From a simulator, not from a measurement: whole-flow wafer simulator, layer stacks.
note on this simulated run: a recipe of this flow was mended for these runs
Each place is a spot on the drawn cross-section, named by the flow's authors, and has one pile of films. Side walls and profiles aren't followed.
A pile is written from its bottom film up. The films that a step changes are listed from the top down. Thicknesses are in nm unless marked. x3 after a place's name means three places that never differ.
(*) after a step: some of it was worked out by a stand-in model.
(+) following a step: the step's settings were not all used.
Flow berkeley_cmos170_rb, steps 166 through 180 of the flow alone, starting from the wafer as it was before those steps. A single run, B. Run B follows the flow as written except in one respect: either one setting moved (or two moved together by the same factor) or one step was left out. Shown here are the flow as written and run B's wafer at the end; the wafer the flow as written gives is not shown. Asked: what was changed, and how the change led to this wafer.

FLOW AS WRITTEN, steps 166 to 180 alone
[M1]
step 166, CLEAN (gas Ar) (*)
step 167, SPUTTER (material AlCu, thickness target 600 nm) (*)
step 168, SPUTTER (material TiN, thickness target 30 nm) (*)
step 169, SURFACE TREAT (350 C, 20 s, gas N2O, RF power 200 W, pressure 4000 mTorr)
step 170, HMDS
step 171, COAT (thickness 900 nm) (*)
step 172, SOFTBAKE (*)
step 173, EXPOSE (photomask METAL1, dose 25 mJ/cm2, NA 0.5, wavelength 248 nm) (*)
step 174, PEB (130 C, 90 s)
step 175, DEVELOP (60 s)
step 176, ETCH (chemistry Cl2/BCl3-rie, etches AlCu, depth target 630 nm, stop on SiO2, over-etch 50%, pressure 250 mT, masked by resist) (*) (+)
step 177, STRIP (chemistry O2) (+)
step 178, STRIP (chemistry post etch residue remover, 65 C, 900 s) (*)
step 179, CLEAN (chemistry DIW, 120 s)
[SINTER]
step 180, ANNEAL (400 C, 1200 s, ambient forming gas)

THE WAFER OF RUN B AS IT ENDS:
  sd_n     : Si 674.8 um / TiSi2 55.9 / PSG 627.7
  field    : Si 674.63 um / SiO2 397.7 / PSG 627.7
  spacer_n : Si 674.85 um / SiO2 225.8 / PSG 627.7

What caused this: step 167, SPUTTER: thickness target 380 nm was run, while the flow as written has thickness target 600 nm.

Step by step, how the change led to this:
  step 167, SPUTTER (material AlCu, thickness target 600 nm) (*)
      field, sd_n, spacer_n, gate, spacer_p, gate_p, m1: +380 AlCu (new film) (it would be, as written: +600 AlCu (new film))
      sd_p: +341.9 AlCu (new film) (it would be, as written: +549.6 AlCu (new film))
      (as well as at 1 more place)
  step 168, SPUTTER (material TiN, thickness target 30 nm) (*)
      contact: +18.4 TiN (new film) (it would be, as written: +16.3 TiN (new film))
  step 171, COAT (thickness 900 nm) (*)
      contact: +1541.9 KrF-resist (new film) (it would be, as written: +1612.7 KrF-resist (new film))
  step 176, ETCH (chemistry Cl2/BCl3-rie, etches AlCu, depth target 630 nm, stop on SiO2, over-etch 50%, pressure 250 mT, masked by resist) (*) (+)
      field, sd_n, spacer_n, gate, spacer_p, gate_p: -30 TiN (all of it), -380 AlCu (all of it), -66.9 PSG (it would be, as written: -30 TiN (all of it), -600 AlCu (all of it), -39.4 PSG)
      sd_p: -26 TiN (all of it), -341.9 AlCu (all of it), -72.1 PSG (it would be, as written: -25.8 TiN (all of it), -549.6 AlCu (all of it), -46.2 PSG)
  step 177, STRIP (chemistry O2) (+)
      contact: -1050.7 KrF-resist (all of it) (it would be, as written: -1121.3 KrF-resist (all of it))
